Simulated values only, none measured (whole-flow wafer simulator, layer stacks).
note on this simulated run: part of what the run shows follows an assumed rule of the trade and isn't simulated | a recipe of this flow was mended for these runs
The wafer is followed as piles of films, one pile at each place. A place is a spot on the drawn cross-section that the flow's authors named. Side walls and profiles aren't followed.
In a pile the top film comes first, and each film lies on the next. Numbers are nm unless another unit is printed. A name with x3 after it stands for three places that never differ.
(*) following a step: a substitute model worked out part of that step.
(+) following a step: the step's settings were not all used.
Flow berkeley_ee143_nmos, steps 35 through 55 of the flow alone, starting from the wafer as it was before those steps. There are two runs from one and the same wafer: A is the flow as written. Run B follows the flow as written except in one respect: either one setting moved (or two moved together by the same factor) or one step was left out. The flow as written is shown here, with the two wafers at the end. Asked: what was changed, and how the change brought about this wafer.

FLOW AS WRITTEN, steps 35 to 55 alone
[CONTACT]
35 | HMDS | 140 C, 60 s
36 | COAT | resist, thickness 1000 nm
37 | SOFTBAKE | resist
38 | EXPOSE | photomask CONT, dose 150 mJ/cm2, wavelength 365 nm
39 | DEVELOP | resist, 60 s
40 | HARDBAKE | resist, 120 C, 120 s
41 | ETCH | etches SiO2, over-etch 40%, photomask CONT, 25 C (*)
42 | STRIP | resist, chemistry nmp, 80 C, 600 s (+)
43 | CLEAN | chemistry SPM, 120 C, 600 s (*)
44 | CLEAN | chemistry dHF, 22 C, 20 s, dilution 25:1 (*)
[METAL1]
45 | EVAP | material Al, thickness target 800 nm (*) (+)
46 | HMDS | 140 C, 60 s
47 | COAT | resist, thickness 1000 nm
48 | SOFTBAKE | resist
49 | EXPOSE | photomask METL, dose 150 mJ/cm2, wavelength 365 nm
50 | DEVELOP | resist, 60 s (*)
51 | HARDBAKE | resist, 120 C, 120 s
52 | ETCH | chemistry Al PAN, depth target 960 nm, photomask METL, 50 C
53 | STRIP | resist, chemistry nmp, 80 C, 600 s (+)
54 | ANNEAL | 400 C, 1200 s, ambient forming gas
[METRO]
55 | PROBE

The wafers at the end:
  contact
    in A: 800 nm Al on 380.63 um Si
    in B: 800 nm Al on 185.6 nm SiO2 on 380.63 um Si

The reason: step 41, ETCH: etches SiO2, over-etch 40%, photomask CONT, 25 C (*), was omitted.

How this came from the change, step by step:
  43 | CLEAN | chemistry SPM, 120 C, 600 s (*)
      contact: A +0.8 chemical SiO2 (new film), -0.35 Si | B nothing
  44 | CLEAN | chemistry dHF, 22 C, 20 s, dilution 25:1 (*)
      contact: A -0.8 chemical SiO2 (all of it) | B -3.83 SiO2
  47 | COAT | resist, thickness 1000 nm
      sd: A +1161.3 resist (new film) | B +1188.6 resist (new film)
      contact: A +1301 resist (new film) | B +1165 resist (new film)
      (and at 1 other place as well)
  50 | DEVELOP | resist, 60 s (*)
      sd: A -1161.3 resist (all of it), -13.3 Al | B -1188.6 resist (all of it), -13.3 Al
      field: A -854.5 resist (all of it), -13.3 Al | B -872.5 resist (all of it), -13.3 Al
  51 | HARDBAKE | resist, 120 C, 120 s
      contact: A -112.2 resist | B -99.7 resist
  53 | STRIP | resist, chemistry nmp, 80 C, 600 s (+)
      contact: A -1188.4 resist (all of it) | B -1064.8 resist (all of it)
